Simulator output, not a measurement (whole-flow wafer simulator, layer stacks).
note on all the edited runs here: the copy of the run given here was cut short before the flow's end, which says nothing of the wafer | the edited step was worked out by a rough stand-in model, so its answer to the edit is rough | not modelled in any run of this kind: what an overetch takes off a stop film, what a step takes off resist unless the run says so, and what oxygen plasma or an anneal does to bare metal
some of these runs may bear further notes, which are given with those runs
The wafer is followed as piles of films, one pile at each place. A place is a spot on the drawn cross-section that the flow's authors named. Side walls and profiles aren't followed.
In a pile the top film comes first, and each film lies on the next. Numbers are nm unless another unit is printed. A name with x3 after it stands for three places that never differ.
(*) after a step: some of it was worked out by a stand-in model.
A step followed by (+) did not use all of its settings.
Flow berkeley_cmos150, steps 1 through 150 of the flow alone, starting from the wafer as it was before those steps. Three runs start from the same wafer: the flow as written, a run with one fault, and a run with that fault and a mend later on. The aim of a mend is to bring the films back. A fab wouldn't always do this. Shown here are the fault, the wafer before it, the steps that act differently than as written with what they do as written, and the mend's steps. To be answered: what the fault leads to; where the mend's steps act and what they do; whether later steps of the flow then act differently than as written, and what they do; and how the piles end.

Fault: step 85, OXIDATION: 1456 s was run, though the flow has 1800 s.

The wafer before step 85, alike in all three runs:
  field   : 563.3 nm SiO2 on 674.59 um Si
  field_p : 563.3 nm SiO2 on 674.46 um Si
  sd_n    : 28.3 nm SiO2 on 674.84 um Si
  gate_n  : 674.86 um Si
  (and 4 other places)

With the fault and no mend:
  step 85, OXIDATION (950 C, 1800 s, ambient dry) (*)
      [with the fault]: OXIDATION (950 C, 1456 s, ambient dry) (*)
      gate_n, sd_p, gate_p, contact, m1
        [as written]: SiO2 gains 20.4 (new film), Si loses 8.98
        [with the fault]: SiO2 gains 17.9 (new film), Si loses 7.89
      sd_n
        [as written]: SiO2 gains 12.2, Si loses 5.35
        [with the fault]: SiO2 gains 10.2, Si loses 4.47
  Later steps of the flow acting differently than as written (not shown: 21 more steps that differ only slightly, by at most 2% or 0.5 nm, whichever is larger):
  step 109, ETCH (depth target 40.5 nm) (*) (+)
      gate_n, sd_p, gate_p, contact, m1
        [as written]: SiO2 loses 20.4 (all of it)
        [with the fault]: SiO2 loses 17.9 (all of it)
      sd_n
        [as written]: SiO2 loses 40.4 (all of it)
        [with the fault]: SiO2 loses 38.4 (all of it)
  When the end is reached, the piles differ only a little from the flow's at the places that both follow, at most by 2% or 0.5 nm, whichever is larger.

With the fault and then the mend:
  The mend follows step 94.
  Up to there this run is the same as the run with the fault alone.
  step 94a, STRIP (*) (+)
      field_p
        KrF resist loses 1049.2 (all of it)
      sd_p
        KrF resist loses 1274.1 (all of it)
      gate_p
        KrF resist loses 1248.8 (all of it)
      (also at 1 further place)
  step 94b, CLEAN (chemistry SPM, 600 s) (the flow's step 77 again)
      leaves every film unchanged at each place that is followed
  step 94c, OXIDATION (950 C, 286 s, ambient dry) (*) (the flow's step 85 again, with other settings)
      gate_n, sd_p, gate_p, contact, m1
        SiO2 gains 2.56, Si loses 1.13
      field, field_p
        SiO2 gains 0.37, Si loses 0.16
      sd_n
        SiO2 gains 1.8, Si loses 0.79
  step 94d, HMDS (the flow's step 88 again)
      leaves every film unchanged at each place that is followed
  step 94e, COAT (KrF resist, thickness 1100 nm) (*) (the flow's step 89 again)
      field
        KrF resist gains 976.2 (new film)
      field_p
        KrF resist gains 1087.8 (new film)
      sd_n
        KrF resist gains 1243 (new film)
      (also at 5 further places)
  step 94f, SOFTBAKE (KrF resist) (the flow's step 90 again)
      leaves every film unchanged at each place that is followed
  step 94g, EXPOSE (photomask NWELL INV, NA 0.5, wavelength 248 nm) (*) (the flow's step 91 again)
      leaves every film unchanged at each place that is followed
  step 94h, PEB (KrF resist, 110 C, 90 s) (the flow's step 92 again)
      field
        KrF resist loses 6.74
      field_p
        KrF resist loses 7.53
      sd_n
        KrF resist loses 8.63
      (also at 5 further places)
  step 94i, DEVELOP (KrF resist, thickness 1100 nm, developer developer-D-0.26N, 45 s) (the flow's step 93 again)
      field_p, sd_p, gate_p, m1
        KrF resist loses 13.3
      field
        KrF resist loses 969.5 (all of it)
      sd_n
        KrF resist loses 1234.4 (all of it)
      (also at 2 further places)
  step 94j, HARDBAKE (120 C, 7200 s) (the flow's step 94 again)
      field_p
        KrF resist loses 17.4
      sd_p
        KrF resist loses 21.4
      gate_p
        KrF resist loses 20.9
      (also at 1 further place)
  Later steps of the flow that are run all act as written at every place that is followed, up to a difference of at most 2% or 0.5 nm, whichever is larger.
  When the end is reached, the piles differ only a little from the flow's at the places that both follow, at most by 2% or 0.5 nm, whichever is larger.
